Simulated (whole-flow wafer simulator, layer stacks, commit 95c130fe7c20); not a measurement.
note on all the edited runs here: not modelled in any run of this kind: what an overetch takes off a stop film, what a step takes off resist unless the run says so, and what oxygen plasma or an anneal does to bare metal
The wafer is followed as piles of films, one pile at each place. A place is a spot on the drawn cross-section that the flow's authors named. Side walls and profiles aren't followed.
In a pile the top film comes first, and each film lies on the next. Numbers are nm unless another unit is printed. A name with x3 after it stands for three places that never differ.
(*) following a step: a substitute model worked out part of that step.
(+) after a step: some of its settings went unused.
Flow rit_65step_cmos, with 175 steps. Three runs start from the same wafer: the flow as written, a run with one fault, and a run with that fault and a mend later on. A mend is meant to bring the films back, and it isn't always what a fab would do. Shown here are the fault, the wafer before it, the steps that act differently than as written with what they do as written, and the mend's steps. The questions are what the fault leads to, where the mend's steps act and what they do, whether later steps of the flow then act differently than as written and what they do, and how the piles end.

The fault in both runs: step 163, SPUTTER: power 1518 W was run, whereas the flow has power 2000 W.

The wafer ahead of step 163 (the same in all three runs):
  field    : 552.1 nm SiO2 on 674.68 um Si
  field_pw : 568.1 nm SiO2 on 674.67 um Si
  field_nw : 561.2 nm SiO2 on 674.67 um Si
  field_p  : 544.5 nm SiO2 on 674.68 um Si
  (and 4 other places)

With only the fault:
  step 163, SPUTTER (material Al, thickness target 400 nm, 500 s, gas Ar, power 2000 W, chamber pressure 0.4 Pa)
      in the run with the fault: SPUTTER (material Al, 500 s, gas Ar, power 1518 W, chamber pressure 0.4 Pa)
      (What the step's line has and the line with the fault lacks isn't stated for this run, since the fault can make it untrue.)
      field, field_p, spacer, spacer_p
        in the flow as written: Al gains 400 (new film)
        in the run with the fault: Al gains 303.6 (new film)
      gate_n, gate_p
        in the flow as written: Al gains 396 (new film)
        in the run with the fault: Al gains 303.6 (new film)
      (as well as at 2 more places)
  Steps later in the flow that act otherwise than as written (3 more steps, not shown, differ only slightly: by at most 2% or 0.5 nm, whichever is larger):
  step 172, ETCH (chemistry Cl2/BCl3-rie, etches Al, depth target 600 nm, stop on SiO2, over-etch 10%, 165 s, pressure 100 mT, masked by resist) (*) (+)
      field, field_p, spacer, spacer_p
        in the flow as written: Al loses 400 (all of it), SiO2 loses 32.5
        in the run with the fault: Al loses 303.6 (all of it), SiO2 loses 44.6
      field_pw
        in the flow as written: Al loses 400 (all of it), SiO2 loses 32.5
        in the run with the fault: Al loses 303.4 (all of it), SiO2 loses 44.6
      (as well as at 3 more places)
  At field, field_pw, field_nw, field_p, gate_n, gate_p, spacer, spacer_p, the piles at the end differ from the flow's by more than 2% or 0.5 nm, whichever is larger.
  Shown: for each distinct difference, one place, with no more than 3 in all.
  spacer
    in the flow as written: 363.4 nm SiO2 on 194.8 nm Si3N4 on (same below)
    in the run with the fault: 351.4 nm SiO2 on 194.8 nm Si3N4 on (same below)
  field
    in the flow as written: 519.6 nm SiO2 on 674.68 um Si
    in the run with the fault: 507.6 nm SiO2 on 674.68 um Si
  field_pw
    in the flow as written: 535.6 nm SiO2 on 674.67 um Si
    in the run with the fault: 523.6 nm SiO2 on 674.67 um Si

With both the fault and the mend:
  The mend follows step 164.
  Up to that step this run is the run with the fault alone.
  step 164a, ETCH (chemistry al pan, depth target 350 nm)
      field, field_p, gate_n, gate_p, spacer, spacer_p
        Al loses 303.6 (all of it)
      field_pw
        Al loses 303.4 (all of it)
      field_nw
        Al loses 303.3 (all of it)
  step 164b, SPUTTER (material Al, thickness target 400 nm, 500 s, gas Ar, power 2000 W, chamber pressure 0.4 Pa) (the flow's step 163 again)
      field, field_pw, field_p, spacer, spacer_p
        Al gains 400 (new film)
      gate_n, gate_p
        Al gains 396 (new film)
      field_nw
        Al gains 397.2 (new film)
  None of the later steps of the flow acts differently than as written at any place that is followed.
  By the end, the piles equal the flow's at every place that both follow.
